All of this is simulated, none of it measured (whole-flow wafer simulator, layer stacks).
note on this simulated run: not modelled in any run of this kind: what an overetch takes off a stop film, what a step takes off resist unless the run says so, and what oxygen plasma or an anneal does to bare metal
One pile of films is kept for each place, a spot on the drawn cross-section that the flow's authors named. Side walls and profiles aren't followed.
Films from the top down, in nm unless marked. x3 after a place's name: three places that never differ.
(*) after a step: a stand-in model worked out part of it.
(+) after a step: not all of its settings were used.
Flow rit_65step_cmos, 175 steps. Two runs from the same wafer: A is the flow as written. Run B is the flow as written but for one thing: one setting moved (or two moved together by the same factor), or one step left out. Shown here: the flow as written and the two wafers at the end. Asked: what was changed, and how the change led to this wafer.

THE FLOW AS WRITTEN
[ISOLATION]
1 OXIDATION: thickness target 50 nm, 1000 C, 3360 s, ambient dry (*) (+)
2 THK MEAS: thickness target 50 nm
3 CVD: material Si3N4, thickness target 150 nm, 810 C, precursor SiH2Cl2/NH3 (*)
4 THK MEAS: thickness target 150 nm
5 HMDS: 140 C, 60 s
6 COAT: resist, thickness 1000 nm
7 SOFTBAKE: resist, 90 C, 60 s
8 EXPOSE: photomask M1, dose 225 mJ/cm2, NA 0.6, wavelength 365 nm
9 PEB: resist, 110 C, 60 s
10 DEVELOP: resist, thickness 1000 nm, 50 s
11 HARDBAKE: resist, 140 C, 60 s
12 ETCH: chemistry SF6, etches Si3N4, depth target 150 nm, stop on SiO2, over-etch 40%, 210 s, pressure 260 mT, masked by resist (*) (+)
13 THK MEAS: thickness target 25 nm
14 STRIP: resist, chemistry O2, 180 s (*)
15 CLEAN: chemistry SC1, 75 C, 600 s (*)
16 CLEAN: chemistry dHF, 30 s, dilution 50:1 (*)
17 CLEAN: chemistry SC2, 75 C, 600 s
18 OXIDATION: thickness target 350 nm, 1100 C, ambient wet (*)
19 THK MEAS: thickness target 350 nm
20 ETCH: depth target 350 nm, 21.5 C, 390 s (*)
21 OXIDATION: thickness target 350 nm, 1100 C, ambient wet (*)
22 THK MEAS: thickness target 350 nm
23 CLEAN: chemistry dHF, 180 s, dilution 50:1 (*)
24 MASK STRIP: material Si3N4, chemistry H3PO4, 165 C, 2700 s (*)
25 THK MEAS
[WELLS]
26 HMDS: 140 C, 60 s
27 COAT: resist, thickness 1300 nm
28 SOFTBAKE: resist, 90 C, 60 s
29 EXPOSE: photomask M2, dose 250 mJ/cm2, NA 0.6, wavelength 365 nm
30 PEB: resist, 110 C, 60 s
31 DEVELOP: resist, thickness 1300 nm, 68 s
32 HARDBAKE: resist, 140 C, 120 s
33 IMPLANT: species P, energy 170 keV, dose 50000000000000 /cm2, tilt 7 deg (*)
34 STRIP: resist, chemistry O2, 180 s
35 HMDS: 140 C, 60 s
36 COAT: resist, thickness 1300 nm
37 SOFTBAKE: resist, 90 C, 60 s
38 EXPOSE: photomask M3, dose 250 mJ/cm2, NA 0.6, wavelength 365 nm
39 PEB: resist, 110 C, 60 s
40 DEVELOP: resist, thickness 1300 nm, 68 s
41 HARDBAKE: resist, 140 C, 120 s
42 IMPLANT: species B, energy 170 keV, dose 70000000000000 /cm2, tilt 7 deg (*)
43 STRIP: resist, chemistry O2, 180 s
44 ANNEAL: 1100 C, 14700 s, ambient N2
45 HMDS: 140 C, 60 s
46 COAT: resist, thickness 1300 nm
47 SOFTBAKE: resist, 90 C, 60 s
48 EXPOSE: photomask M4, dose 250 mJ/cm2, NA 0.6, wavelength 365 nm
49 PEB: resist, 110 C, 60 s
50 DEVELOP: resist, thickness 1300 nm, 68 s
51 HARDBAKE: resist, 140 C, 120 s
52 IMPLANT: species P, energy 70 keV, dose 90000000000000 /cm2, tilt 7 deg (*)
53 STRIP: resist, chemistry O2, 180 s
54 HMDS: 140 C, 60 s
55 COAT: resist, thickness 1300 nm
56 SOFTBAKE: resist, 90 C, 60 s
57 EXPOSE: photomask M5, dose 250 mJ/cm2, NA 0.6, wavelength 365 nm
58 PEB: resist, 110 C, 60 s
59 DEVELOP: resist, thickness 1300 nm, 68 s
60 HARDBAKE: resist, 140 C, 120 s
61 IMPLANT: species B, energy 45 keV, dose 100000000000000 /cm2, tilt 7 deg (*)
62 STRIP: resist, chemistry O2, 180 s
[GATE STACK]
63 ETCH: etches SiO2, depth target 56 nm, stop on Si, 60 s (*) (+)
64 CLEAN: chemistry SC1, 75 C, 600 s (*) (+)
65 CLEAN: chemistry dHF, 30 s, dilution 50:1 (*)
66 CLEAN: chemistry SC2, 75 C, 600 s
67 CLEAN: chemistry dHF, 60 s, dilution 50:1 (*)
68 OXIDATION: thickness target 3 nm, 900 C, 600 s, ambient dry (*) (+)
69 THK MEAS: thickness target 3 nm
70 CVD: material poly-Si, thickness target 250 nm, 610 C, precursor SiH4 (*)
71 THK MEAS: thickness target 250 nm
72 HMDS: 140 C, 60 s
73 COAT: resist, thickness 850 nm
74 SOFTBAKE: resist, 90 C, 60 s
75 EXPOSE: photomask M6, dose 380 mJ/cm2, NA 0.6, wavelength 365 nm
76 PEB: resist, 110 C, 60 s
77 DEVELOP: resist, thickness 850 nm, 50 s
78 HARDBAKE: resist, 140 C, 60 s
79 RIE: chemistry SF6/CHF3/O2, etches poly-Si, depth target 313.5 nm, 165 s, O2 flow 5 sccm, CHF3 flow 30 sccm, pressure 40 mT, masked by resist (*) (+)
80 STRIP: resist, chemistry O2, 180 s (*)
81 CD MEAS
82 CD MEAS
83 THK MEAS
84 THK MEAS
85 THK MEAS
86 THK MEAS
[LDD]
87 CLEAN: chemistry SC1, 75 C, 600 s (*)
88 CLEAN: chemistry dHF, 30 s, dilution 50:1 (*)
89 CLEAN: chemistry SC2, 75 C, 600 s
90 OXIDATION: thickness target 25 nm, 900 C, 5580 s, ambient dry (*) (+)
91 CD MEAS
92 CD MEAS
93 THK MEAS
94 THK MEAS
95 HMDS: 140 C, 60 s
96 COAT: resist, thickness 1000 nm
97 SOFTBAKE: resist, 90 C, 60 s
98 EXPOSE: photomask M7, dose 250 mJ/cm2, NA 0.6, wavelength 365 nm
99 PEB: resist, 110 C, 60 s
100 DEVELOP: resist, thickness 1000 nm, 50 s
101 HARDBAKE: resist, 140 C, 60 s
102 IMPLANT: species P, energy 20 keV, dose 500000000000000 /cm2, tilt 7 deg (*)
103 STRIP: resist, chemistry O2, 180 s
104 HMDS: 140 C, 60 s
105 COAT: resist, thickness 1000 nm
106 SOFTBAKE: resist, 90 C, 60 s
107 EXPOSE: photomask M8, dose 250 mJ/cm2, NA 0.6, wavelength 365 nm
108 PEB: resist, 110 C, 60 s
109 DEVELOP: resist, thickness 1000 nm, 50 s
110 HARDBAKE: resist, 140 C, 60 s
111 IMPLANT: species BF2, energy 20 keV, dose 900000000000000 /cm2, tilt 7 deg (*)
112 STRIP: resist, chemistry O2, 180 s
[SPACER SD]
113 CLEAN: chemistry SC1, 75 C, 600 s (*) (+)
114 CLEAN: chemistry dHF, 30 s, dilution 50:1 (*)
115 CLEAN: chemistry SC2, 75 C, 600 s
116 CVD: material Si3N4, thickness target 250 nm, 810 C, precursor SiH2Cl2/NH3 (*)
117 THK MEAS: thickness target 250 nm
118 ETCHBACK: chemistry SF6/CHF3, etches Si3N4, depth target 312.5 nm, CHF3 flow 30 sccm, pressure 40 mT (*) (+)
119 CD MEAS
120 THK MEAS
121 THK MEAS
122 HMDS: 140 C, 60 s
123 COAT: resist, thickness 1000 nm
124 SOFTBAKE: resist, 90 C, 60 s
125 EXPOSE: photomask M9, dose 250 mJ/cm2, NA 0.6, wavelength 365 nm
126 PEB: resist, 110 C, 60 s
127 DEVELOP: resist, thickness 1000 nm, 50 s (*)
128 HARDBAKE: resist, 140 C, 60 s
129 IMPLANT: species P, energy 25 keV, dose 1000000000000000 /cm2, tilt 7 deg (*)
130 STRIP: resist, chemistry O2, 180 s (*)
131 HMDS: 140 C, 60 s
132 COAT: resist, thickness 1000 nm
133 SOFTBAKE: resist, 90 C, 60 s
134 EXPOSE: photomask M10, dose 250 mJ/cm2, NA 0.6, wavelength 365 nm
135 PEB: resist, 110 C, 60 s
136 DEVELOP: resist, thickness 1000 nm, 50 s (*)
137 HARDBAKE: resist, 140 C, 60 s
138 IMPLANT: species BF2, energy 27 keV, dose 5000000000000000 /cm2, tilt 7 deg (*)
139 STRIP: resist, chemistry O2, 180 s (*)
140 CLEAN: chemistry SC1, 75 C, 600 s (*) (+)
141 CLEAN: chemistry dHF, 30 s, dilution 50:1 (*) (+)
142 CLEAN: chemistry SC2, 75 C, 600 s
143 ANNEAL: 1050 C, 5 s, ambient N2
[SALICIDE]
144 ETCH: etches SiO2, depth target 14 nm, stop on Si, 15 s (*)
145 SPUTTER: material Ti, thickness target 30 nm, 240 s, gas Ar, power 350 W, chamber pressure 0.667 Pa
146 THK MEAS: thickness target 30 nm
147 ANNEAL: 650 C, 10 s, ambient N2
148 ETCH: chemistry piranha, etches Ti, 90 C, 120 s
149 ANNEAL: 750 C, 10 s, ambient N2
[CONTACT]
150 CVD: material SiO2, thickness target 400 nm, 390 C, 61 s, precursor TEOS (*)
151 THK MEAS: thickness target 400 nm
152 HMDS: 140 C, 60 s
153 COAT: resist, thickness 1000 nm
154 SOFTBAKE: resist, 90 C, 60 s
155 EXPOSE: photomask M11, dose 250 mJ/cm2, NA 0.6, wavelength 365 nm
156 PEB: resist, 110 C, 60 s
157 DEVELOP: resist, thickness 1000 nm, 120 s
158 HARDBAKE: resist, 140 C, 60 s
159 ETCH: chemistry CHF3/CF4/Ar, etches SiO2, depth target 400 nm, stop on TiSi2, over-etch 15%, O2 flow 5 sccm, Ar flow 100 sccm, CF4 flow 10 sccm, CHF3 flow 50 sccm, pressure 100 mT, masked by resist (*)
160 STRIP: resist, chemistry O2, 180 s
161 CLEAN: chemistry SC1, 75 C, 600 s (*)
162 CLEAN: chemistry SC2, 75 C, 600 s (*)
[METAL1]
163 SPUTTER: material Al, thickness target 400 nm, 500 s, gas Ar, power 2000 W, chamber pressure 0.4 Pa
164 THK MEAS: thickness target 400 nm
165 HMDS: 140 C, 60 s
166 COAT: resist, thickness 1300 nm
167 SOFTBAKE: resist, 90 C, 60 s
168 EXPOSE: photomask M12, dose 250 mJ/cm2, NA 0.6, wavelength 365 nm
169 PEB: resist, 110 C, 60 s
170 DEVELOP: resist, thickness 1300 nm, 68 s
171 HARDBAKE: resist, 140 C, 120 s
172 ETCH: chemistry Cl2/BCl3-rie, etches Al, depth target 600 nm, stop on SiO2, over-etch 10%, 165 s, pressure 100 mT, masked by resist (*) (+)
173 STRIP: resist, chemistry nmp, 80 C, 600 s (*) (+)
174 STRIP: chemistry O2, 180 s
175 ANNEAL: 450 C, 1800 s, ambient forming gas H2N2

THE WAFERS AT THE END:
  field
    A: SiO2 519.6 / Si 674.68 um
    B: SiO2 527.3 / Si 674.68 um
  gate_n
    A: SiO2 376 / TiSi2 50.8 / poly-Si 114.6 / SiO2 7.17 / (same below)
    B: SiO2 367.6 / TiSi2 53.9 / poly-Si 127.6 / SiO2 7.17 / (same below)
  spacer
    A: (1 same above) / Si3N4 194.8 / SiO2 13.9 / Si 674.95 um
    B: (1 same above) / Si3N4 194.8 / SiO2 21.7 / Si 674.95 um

The cause: step 102, IMPLANT: species P, energy 20 keV, dose 500000000000000 /cm2, tilt 7 deg (*), was left out.

How the change led to this, step by step:
  114 CLEAN: chemistry dHF, 30 s, dilution 50:1 (*)
      field, active_n, gate_n, spacer, sd_n, contact, m1: A SiO2 -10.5 | B SiO2 -2.78
  118 ETCHBACK: chemistry SF6/CHF3, etches Si3N4, depth target 312.5 nm, CHF3 flow 30 sccm, pressure 40 mT (*) (+)
      gate_n: A Si3N4 -250 (all of it), SiO2 -16.3 (all of it), poly-Si -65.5 | B Si3N4 -250 (all of it), SiO2 -24.1 (all of it), poly-Si -49.6
  145 SPUTTER: material Ti, thickness target 30 nm, 240 s, gas Ar, power 350 W, chamber pressure 0.667 Pa
      gate_n: A Ti +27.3 (new film) | B Ti +29 (new film)
  147 ANNEAL: 650 C, 10 s, ambient N2
      gate_n: A Ti -21.3, TiSi first +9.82 (new film), TiSi2 C49 +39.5 (new film), poly-Si -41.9 | B Ti -22.6, TiSi first +13.4 (new film), TiSi2 C49 +37.5 (new film), poly-Si -42.5
  149 ANNEAL: 750 C, 10 s, ambient N2
      gate_n: A TiSi2 +50.8 (new film), TiSi first -9.72 (all of it), TiSi2 C49 -39.5 (all of it), poly-Si -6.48 | B TiSi2 +53.9 (new film), TiSi first -13.3 (all of it), TiSi2 C49 -37.5 (all of it), poly-Si -8.85
  150 CVD: material SiO2, thickness target 400 nm, 390 C, 61 s, precursor TEOS (*)
      gate_n: A SiO2 +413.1 (new film) | B SiO2 +404.7 (new film)
